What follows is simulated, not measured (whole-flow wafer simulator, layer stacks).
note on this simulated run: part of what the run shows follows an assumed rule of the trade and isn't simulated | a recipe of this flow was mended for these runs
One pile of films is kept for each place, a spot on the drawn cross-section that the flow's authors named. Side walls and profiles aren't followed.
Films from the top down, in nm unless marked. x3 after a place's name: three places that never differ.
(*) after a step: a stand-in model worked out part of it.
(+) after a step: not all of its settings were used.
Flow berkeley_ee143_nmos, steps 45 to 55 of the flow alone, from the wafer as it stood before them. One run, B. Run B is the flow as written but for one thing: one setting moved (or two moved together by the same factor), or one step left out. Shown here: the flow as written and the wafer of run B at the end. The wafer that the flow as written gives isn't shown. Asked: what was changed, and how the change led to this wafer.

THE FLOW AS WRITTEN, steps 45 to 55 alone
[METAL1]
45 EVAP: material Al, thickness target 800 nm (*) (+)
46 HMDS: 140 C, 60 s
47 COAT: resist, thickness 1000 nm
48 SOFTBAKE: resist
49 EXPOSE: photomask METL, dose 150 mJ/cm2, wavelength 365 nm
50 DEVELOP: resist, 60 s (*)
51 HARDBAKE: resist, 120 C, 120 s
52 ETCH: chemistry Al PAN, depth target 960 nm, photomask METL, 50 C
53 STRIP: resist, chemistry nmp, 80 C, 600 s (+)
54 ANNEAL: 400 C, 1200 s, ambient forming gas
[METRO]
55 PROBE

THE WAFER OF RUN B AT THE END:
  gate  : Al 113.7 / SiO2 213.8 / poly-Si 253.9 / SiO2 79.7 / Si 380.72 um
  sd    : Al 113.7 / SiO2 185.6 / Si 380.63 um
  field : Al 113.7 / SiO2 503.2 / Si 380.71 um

The cause: step 52, ETCH: depth target 673 nm was run, where the flow has depth target 960 nm.

How the change led to this, step by step:
  52 ETCH: chemistry Al PAN, depth target 960 nm, photomask METL, 50 C
      gate, sd, field: Al -673 (as written it would be: Al -786.7 (all of it))
Counting metal films that touch as one body, gate has 1 body; the flow as written gives 0 bodies.
Counting metal films that touch as one body, sd has 1 body; the flow as written gives 0 bodies.
Counting metal films that touch as one body, field has 1 body; the flow as written gives 0 bodies.
